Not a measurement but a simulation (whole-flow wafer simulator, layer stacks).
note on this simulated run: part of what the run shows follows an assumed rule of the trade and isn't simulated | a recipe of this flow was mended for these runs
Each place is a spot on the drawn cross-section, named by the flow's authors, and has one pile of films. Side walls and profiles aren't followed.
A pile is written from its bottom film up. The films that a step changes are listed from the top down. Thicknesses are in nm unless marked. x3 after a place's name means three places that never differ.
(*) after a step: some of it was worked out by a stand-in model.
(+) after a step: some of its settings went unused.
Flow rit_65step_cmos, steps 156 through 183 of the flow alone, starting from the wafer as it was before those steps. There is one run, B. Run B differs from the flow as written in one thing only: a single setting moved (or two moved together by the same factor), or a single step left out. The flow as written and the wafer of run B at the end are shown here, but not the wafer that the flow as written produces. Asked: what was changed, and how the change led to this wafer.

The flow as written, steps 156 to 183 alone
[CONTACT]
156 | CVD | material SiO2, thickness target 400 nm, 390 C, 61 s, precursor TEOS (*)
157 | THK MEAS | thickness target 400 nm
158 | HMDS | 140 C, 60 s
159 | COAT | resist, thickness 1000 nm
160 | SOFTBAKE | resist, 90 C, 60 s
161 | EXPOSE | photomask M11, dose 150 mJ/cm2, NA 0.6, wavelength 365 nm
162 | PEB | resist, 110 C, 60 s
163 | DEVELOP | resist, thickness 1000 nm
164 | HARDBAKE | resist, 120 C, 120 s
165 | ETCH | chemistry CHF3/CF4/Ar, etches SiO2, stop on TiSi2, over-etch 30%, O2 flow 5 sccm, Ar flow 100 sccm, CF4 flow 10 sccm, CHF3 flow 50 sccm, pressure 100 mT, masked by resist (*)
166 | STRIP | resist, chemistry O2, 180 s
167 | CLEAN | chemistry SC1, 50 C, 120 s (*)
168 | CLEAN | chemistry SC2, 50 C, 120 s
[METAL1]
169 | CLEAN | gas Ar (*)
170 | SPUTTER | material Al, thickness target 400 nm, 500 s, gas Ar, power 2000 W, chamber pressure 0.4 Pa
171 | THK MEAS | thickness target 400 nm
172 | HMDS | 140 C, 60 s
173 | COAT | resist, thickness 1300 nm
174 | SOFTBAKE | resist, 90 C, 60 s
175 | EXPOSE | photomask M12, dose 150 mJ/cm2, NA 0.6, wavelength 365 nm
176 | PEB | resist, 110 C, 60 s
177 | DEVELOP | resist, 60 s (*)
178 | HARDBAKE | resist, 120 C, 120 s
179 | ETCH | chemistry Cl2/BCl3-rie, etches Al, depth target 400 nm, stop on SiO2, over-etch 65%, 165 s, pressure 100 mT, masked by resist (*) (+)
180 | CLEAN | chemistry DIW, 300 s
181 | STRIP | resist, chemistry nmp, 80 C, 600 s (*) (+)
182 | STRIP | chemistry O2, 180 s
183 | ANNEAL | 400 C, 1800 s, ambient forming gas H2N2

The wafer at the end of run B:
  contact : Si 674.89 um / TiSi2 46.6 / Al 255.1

The reason: step 165, ETCH: over-etch 34.8% was run, though the flow has over-etch 30%.

How this came from the change, step by step:
  165 | ETCH | chemistry CHF3/CF4/Ar, etches SiO2, stop on TiSi2, over-etch 30%, O2 flow 5 sccm, Ar flow 100 sccm, CF4 flow 10 sccm, CHF3 flow 50 sccm, pressure 100 mT, masked by resist (*)
      field, field_pw, field_nw and 10 more: -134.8 resist (it would be, as written: -130 resist)
      contact: -400 SiO2 (all of it), -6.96 TiSi2 (it would be, as written: -400 SiO2 (all of it), -6 TiSi2)
